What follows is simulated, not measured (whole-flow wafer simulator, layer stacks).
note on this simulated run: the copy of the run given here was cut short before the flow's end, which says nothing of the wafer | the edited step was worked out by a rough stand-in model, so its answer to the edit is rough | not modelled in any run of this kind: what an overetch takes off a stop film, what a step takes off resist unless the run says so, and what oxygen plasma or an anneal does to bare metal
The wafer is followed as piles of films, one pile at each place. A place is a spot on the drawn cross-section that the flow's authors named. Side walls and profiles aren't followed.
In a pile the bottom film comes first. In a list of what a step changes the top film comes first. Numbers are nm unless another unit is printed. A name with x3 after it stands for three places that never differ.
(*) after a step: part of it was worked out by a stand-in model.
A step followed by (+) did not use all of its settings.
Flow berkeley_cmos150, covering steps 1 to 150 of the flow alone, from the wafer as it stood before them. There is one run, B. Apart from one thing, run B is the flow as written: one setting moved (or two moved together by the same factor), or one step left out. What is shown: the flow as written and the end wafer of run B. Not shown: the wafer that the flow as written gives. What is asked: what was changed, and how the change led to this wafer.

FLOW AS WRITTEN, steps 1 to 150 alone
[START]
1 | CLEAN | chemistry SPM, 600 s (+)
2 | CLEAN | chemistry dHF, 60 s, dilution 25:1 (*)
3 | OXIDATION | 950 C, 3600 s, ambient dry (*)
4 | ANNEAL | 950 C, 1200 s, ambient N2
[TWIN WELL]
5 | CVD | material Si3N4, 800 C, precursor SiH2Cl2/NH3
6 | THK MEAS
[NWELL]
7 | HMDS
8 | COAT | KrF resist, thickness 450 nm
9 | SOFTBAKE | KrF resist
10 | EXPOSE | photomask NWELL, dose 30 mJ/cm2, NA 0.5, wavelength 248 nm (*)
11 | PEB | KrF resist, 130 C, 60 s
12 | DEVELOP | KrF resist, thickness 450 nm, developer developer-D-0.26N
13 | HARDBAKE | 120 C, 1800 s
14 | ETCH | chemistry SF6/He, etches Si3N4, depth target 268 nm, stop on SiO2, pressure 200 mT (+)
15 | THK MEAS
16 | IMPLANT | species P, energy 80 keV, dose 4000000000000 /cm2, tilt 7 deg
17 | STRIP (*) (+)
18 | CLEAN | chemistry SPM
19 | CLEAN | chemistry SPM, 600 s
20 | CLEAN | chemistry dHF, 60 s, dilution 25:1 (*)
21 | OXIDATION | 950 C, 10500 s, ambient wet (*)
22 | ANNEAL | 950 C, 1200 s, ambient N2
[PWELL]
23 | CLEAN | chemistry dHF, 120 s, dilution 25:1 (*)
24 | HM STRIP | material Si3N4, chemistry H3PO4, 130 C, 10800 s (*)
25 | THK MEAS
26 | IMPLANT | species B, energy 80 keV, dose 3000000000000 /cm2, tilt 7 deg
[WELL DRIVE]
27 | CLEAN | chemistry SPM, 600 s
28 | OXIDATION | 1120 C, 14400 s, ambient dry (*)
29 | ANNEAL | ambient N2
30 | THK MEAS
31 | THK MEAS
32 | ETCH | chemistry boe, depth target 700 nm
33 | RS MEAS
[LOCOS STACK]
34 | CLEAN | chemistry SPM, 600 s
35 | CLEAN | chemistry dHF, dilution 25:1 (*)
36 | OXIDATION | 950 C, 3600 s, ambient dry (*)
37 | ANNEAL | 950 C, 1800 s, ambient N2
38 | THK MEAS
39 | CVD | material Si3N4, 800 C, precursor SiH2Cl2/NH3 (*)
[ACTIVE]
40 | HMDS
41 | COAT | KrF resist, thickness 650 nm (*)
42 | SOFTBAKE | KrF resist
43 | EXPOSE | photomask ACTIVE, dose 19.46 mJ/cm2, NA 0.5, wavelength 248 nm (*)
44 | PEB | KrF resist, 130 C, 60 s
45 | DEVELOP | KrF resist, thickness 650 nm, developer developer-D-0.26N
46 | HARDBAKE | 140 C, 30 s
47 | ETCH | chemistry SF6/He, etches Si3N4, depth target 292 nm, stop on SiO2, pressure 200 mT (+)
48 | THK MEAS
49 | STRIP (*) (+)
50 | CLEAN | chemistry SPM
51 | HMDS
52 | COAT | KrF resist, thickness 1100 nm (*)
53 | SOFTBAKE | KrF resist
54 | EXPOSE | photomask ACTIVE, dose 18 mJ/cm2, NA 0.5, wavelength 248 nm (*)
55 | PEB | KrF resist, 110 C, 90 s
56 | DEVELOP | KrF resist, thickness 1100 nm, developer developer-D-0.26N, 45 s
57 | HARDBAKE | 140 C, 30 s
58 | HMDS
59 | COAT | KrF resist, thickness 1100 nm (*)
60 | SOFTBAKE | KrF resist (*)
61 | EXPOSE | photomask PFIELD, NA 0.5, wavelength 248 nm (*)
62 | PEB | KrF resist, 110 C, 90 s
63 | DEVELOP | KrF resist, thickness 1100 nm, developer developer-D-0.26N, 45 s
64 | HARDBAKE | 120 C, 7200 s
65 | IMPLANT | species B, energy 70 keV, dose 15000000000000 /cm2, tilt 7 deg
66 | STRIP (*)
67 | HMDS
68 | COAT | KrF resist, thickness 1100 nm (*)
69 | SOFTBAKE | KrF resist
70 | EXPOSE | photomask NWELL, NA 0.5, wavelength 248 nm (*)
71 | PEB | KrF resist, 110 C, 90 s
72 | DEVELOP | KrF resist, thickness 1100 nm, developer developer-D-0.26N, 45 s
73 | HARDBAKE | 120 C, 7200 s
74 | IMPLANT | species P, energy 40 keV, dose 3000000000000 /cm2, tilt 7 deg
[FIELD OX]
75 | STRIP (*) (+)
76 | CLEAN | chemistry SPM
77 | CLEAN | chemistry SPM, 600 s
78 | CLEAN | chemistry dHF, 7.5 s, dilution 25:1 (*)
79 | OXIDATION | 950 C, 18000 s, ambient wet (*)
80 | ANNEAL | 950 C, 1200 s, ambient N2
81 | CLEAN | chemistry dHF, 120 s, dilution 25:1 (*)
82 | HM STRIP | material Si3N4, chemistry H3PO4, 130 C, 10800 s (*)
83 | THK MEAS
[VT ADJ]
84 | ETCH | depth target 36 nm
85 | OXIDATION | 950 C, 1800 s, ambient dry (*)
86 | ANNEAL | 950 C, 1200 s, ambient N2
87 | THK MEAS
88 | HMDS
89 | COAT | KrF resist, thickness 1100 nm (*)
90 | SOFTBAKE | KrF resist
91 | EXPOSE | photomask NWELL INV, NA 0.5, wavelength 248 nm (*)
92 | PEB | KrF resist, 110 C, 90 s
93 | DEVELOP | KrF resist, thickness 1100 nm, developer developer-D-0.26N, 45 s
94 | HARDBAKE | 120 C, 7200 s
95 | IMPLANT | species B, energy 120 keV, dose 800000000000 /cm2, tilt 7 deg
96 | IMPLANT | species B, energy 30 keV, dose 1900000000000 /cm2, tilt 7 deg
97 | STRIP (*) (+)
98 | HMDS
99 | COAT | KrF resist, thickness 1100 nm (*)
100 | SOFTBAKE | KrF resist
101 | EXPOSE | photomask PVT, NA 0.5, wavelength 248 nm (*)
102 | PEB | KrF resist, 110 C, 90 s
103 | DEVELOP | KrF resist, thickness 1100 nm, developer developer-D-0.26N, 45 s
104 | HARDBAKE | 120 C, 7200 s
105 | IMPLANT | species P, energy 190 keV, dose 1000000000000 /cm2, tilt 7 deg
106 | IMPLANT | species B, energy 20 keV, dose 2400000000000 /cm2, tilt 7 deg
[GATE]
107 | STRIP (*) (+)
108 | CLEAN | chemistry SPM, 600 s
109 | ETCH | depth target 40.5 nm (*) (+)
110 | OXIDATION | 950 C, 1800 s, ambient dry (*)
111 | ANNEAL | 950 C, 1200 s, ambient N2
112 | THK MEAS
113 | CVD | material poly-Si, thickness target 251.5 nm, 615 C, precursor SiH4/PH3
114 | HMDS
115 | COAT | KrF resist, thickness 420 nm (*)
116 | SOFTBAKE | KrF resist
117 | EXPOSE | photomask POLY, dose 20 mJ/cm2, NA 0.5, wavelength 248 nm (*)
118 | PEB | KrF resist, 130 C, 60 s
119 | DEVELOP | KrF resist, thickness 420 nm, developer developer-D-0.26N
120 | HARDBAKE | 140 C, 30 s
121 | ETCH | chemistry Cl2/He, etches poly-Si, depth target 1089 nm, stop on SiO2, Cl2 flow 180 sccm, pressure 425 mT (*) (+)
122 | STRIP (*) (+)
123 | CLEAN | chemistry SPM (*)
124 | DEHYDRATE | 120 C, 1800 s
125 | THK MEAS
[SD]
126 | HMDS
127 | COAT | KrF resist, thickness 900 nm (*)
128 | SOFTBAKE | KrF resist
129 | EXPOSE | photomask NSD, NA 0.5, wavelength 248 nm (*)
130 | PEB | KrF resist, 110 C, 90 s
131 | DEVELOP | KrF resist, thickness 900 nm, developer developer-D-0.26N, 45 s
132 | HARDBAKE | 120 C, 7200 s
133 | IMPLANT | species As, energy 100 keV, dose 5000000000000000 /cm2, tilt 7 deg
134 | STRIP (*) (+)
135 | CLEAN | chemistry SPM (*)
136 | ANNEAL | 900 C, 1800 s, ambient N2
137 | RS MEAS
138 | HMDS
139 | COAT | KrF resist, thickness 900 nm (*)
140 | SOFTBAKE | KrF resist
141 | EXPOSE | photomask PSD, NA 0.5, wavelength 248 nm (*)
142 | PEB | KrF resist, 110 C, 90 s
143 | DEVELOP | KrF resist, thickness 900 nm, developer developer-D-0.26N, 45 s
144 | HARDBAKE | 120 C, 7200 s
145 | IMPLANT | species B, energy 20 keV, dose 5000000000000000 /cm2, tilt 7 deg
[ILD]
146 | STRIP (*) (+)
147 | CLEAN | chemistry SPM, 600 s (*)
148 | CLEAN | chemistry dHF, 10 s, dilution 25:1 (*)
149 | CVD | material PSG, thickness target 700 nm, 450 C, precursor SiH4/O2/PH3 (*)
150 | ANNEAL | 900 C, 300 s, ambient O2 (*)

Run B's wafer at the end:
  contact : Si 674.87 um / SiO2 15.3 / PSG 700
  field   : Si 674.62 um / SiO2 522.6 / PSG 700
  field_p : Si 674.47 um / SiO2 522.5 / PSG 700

What caused this: step 28, OXIDATION: 9360 s was run, whereas the flow has 14400 s.

How this came from the change, step by step:
  28 | OXIDATION | 1120 C, 14400 s, ambient dry (*)
      field, sd_n, gate_n, contact, m1: SiO2 gains 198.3, Si loses 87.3 (in the flow as written it would be: SiO2 gains 261.5, Si loses 115.1)
      field_p, sd_p, gate_p: SiO2 gains 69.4, Si loses 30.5 (in the flow as written it would be: SiO2 gains 103.6, Si loses 45.6)
  32 | ETCH | chemistry boe, depth target 700 nm
      field, sd_n, gate_n, contact, m1: SiO2 loses 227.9 (all of it) (in the flow as written it would be: SiO2 loses 291.1 (all of it))
      field_p, sd_p, gate_p: SiO2 loses 521.3 (all of it) (in the flow as written it would be: SiO2 loses 555.5 (all of it))
